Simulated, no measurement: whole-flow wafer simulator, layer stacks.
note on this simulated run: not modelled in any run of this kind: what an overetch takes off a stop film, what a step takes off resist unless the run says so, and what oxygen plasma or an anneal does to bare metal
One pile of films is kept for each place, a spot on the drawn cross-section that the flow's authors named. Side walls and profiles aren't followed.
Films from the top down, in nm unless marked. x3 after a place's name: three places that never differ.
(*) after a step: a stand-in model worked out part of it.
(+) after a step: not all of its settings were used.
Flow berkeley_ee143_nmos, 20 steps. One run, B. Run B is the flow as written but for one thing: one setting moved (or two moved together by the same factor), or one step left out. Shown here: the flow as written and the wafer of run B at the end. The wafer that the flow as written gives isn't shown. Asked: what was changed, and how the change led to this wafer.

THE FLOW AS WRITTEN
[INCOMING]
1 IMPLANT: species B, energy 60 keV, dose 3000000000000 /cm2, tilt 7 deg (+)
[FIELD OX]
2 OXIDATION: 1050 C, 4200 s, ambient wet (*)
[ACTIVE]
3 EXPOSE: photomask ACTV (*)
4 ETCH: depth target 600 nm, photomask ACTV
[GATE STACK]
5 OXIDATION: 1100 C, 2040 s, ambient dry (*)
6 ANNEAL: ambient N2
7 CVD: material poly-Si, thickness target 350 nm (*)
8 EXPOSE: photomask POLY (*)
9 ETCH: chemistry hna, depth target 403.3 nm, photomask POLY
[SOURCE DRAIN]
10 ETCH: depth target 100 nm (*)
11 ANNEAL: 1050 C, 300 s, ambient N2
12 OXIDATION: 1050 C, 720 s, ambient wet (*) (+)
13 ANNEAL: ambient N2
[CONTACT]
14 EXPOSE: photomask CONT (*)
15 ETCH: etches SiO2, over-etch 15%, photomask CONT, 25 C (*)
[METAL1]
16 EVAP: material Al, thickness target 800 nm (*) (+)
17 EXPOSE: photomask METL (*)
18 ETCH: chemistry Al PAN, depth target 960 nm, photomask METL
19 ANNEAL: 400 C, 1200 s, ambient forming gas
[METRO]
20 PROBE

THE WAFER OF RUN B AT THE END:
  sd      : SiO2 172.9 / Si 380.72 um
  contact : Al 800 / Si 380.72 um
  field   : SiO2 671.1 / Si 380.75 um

The cause: step 9, ETCH: depth target 309 nm was run, where the flow has depth target 403.3 nm.

How the change led to this, step by step:
  9 ETCH: chemistry hna, depth target 403.3 nm, photomask POLY
      sd, contact, field: poly-Si -309 (as written it would be: poly-Si -350 (all of it))
  10 ETCH: depth target 100 nm (*)
      sd, contact: nothing (as written it would be: SiO2 -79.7 (all of it))
      field: nothing (as written it would be: SiO2 -100)
  12 OXIDATION: 1050 C, 720 s, ambient wet (*) (+)
      sd, contact: poly-Si -41 (all of it), SiO2 +93.2 (as written it would be: SiO2 +189.4 (new film), Si -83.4)
      field: poly-Si -41 (all of it), SiO2 +93.2 (as written it would be: SiO2 +69.1, Si -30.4)
  15 ETCH: etches SiO2, over-etch 15%, photomask CONT, 25 C (*)
      contact: SiO2 -172.9 (all of it) (as written it would be: SiO2 -189.4 (all of it))
